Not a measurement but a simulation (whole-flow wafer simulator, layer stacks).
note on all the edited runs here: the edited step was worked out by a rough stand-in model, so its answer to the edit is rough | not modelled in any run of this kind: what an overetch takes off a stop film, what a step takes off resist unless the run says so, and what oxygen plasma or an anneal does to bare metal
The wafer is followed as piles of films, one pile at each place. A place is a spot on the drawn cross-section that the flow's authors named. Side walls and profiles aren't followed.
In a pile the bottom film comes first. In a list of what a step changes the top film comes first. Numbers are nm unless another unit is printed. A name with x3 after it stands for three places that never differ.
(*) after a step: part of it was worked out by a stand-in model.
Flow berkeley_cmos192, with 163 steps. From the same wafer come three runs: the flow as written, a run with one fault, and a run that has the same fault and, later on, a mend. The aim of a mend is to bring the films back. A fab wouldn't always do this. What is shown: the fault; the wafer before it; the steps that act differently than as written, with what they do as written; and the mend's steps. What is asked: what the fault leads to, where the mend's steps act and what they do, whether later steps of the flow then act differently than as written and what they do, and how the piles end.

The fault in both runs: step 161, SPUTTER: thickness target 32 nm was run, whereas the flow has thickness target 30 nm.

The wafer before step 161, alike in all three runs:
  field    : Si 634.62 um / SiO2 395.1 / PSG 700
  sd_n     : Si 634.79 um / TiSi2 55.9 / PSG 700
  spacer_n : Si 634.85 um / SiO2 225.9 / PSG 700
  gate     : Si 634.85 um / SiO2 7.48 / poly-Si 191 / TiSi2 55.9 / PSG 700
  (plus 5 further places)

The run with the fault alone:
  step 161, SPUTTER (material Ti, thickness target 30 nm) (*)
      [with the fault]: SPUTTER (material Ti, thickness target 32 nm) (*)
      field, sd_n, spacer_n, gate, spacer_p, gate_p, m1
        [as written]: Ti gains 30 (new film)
        [with the fault]: Ti gains 32 (new film)
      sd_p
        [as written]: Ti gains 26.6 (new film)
        [with the fault]: Ti gains 28.4 (new film)
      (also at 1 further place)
  None of the later steps of the flow differs from how it acts as written, at any place that is followed, by more than 2% or 0.5 nm, whichever is larger.
  By the end, the piles at field, sd_n, spacer_n and 6 more depart from the flow's by more than 2% or 0.5 nm, whichever is larger.
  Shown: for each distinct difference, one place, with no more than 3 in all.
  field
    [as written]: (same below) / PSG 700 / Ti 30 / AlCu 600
    [with the fault]: (same below) / PSG 700 / Ti 32 / AlCu 600
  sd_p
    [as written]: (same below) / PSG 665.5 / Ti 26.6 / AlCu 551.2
    [with the fault]: (same below) / PSG 665.5 / Ti 28.4 / AlCu 551.1
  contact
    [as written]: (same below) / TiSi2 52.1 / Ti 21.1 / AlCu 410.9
    [with the fault]: (same below) / TiSi2 52.1 / Ti 22.5 / AlCu 410.6

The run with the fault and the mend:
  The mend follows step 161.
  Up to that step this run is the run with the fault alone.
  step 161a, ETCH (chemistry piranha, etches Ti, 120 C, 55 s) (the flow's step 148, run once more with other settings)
      field, sd_n, spacer_n, gate, spacer_p, gate_p, m1
        Ti loses 32 (all of it)
      sd_p
        Ti loses 28.4 (all of it)
      contact
        Ti loses 22.5 (all of it), TiSi2 loses 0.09
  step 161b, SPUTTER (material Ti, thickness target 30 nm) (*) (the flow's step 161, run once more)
      field, sd_n, spacer_n, gate, spacer_p, gate_p, m1
        Ti gains 30 (new film)
      sd_p
        Ti gains 26.6 (new film)
      contact
        Ti gains 21.1 (new film)
  None of the later steps of the flow acts differently than as written at any place that is followed.
  At the end the piles are close to the flow's at the places that both follow, differing by at most 2% or 0.5 nm, whichever is larger.
